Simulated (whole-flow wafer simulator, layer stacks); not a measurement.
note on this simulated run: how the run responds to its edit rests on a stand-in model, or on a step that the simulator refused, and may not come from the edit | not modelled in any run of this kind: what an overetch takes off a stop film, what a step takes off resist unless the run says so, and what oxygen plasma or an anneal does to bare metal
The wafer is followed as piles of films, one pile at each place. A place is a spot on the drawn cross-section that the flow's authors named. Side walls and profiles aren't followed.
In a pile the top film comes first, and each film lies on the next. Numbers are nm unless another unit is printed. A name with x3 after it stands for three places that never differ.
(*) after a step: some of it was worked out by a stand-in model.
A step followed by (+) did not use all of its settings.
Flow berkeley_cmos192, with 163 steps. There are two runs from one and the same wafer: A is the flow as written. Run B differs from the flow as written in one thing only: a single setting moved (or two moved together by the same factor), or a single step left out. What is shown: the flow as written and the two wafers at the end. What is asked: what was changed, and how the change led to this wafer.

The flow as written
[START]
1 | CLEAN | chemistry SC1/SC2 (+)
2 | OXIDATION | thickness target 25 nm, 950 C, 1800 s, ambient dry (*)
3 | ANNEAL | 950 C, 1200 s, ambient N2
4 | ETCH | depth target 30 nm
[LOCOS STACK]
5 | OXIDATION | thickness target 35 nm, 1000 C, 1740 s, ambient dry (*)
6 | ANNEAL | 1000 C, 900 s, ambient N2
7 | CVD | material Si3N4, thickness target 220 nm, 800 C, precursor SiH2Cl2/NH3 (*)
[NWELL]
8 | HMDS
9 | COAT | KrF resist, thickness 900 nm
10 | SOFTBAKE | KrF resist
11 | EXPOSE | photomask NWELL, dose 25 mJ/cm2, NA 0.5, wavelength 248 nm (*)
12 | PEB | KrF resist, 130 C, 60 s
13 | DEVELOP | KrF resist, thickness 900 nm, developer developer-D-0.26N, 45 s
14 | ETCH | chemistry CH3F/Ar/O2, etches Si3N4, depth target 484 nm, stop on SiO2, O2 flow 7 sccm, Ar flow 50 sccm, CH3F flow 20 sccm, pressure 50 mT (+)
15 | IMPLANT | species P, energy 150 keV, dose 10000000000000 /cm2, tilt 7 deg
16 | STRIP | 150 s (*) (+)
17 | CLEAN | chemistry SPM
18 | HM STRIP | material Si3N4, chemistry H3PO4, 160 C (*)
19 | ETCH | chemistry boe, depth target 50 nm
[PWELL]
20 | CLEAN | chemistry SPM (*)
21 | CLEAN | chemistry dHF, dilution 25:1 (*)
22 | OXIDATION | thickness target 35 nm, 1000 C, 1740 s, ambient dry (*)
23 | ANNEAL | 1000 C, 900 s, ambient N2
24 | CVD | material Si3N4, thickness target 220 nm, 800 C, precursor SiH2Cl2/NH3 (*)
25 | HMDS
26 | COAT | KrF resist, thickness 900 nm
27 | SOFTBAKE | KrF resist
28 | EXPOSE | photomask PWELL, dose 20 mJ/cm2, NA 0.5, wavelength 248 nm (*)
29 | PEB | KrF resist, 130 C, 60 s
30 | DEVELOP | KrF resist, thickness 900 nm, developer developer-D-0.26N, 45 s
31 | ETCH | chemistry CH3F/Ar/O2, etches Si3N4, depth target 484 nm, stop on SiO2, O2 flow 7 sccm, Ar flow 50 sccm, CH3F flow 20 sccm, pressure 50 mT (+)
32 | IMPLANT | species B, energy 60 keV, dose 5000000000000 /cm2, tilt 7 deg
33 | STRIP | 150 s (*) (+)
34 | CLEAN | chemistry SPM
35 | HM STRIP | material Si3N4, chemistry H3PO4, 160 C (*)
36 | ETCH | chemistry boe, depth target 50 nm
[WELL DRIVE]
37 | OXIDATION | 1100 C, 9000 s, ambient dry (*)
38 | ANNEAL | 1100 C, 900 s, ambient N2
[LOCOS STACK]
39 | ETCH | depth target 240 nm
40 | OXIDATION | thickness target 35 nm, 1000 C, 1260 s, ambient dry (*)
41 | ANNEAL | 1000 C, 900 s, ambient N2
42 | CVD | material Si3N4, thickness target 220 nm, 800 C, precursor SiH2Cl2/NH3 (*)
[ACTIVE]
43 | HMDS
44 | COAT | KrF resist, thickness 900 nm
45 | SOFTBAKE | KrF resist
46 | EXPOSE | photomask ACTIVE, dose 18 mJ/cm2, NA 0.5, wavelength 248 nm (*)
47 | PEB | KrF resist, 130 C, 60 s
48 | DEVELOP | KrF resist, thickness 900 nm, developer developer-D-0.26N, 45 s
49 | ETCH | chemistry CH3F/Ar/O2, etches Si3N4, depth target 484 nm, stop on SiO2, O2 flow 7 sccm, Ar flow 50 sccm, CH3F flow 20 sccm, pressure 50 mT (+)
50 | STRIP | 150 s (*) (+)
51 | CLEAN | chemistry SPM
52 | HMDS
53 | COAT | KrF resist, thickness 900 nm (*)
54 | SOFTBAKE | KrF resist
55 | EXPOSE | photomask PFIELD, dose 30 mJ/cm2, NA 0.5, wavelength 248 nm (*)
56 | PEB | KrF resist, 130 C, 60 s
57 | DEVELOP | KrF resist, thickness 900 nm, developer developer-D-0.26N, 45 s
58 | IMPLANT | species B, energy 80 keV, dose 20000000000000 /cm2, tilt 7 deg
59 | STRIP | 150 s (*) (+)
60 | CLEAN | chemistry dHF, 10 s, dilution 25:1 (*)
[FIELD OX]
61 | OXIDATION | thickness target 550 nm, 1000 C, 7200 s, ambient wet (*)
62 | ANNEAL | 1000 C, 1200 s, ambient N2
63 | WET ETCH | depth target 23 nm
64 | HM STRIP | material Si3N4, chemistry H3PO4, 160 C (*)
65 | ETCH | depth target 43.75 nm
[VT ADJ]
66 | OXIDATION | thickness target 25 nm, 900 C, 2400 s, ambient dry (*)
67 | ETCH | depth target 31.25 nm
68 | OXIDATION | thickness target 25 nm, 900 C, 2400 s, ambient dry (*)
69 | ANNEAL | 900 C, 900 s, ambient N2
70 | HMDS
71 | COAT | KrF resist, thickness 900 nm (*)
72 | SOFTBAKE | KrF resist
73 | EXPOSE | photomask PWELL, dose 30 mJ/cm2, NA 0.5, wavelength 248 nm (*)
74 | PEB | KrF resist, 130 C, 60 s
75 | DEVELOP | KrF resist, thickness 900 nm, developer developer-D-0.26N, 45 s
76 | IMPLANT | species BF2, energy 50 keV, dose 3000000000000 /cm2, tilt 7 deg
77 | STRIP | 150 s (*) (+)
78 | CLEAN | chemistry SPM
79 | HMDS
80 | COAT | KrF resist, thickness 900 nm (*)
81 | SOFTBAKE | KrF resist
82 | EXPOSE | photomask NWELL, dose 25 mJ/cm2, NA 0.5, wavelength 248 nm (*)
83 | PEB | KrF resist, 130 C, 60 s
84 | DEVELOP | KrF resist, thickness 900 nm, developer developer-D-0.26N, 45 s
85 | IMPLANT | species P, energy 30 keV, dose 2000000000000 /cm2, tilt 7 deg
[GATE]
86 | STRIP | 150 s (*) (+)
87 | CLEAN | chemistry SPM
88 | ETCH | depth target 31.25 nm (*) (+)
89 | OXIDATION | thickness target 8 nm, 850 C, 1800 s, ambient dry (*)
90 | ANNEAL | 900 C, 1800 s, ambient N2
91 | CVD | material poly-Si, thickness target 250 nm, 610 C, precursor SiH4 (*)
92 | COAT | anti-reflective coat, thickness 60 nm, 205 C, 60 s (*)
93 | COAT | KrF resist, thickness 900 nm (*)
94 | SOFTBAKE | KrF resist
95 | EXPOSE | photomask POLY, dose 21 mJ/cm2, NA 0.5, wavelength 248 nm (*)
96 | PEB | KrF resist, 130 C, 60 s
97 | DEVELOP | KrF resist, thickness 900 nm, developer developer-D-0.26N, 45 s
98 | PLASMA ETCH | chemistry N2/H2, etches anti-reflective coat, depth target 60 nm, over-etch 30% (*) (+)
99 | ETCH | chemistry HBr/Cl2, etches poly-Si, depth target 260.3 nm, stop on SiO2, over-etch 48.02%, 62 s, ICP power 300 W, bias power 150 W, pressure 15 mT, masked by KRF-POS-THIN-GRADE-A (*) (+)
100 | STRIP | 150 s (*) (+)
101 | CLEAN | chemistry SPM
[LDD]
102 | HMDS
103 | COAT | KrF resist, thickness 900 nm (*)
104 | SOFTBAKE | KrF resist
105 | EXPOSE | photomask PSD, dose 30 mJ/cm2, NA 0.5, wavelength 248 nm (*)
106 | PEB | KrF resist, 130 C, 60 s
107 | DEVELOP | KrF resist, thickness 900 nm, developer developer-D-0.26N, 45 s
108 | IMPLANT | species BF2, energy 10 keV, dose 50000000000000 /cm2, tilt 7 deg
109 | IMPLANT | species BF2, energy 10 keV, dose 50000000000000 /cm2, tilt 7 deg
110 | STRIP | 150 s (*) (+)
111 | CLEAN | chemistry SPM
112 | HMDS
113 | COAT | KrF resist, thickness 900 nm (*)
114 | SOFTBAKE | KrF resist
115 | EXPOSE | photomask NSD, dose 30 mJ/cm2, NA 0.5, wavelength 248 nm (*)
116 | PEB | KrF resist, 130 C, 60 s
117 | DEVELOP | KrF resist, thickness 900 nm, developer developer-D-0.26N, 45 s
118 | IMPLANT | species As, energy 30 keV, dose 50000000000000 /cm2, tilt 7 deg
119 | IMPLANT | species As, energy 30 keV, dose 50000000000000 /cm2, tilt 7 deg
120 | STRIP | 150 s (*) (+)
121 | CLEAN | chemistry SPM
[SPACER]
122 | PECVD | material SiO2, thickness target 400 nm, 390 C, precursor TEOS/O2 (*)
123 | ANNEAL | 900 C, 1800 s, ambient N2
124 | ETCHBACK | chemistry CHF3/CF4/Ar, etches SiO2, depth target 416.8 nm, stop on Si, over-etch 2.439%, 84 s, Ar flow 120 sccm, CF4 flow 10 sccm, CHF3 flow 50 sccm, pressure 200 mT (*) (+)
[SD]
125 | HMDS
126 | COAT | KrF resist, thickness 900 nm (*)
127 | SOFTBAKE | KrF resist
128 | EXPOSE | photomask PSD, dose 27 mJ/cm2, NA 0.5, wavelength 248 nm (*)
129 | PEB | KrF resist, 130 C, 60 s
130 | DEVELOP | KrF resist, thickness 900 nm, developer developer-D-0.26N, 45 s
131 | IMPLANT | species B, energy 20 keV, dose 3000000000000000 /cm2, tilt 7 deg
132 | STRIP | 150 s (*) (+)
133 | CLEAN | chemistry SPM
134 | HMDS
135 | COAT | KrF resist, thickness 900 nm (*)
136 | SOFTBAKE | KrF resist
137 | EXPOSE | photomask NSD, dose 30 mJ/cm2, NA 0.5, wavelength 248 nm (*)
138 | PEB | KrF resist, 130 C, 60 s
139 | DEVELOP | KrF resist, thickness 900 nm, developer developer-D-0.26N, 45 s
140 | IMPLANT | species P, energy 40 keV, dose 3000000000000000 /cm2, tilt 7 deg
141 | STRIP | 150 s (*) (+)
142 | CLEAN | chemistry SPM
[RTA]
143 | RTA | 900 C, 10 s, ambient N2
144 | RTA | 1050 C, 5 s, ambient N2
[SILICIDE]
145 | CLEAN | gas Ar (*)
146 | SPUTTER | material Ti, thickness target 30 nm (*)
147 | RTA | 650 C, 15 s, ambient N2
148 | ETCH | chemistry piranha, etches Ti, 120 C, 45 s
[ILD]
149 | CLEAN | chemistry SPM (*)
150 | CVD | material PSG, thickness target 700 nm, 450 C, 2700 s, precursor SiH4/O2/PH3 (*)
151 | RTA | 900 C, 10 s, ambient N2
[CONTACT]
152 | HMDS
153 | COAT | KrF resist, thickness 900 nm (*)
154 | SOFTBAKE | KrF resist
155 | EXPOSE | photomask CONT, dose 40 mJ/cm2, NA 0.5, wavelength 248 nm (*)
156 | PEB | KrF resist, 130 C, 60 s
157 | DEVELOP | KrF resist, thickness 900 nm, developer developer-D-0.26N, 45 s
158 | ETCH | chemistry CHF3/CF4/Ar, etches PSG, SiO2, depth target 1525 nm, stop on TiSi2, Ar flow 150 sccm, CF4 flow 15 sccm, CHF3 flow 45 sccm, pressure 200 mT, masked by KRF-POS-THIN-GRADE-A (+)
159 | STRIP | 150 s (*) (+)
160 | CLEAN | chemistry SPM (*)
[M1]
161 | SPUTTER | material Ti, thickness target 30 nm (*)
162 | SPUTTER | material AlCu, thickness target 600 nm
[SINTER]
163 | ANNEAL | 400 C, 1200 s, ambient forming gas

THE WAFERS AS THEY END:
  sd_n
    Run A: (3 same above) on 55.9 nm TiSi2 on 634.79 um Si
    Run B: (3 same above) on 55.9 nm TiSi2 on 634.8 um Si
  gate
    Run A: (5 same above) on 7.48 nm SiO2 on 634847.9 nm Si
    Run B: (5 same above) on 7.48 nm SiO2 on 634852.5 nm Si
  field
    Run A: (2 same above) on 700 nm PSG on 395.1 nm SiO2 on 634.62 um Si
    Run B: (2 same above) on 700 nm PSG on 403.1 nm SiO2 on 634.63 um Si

The reason: step 39, ETCH: depth target 165 nm was run, whereas the flow has depth target 240 nm.

Step by step, how the change led to this:
  39 | ETCH | depth target 240 nm
      field, sd_n, spacer_n and 6 more: A -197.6 SiO2 (all of it) | B -165 SiO2
  40 | OXIDATION | thickness target 35 nm, 1000 C, 1260 s, ambient dry (*)
      field, sd_n, spacer_n and 6 more: A +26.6 SiO2 (new film), -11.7 Si | B +18.2 SiO2, -8.01 Si
  61 | OXIDATION | thickness target 550 nm, 1000 C, 7200 s, ambient wet (*)
      gate: A +12.1 SiO2 (new film), -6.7 Si3N4, +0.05 SiO2, -0.05 Si | B +12.1 SiO2 (new film), -6.7 Si3N4
      field: A +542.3 SiO2, -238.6 Si | B +526.2 SiO2, -231.5 Si
      (and at 2 other places as well)
  65 | ETCH | depth target 43.75 nm
      sd_n, spacer_n, gate, sd_p, spacer_p, gate_p, contact, m1: A -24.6 SiO2 (all of it) | B -43.8 SiO2
  66 | OXIDATION | thickness target 25 nm, 900 C, 2400 s, ambient dry (*)
      spacer_n, gate, spacer_p, gate_p, contact, m1: A +14.9 SiO2 (new film), -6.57 Si | B +12.9 SiO2, -5.69 Si
      sd_n, sd_p: A +14.9 SiO2 (new film), -6.57 Si | B +12.4 SiO2, -5.47 Si
  67 | ETCH | depth target 31.25 nm
      spacer_n, gate, spacer_p, gate_p, contact, m1: A -14.9 SiO2 (all of it) | B -18 SiO2 (all of it)
      sd_n, sd_p: A -14.9 SiO2 (all of it) | B -20.2 SiO2 (all of it)
  92 | COAT | anti-reflective coat, thickness 60 nm, 205 C, 60 s (*)
      sd_n: A +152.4 anti-reflective coat (new film) | B +163.2 anti-reflective coat (new film)
      spacer_n: A +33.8 anti-reflective coat (new film) | B +29.8 anti-reflective coat (new film)
      (and at 6 other places as well)
  98 | PLASMA ETCH | chemistry N2/H2, etches anti-reflective coat, depth target 60 nm, over-etch 30% (*) (+)
      sd_n: A -152.4 anti-reflective coat (all of it), -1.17 poly-Si | B -163.2 anti-reflective coat (all of it), -1.26 poly-Si
      spacer_n: A -33.8 anti-reflective coat (all of it), -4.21 poly-Si | B -29.8 anti-reflective coat (all of it), -4.68 poly-Si
      (and at 4 other places as well)
  100 | STRIP | 150 s (*) (+)
      gate: A +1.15 chemical SiO2 (new film), -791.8 KrF resist (all of it), -30 anti-reflective coat (all of it), -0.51 poly-Si | B +1.15 chemical SiO2 (new film), -804.3 KrF resist (all of it), -25.7 anti-reflective coat (all of it), -0.51 poly-Si
      gate_p: A +1.15 chemical SiO2 (new film), -765.1 KrF resist (all of it), -31 anti-reflective coat (all of it), -0.51 poly-Si | B +1.15 chemical SiO2 (new film), -773.2 KrF resist (all of it), -27.9 anti-reflective coat (all of it), -0.51 poly-Si
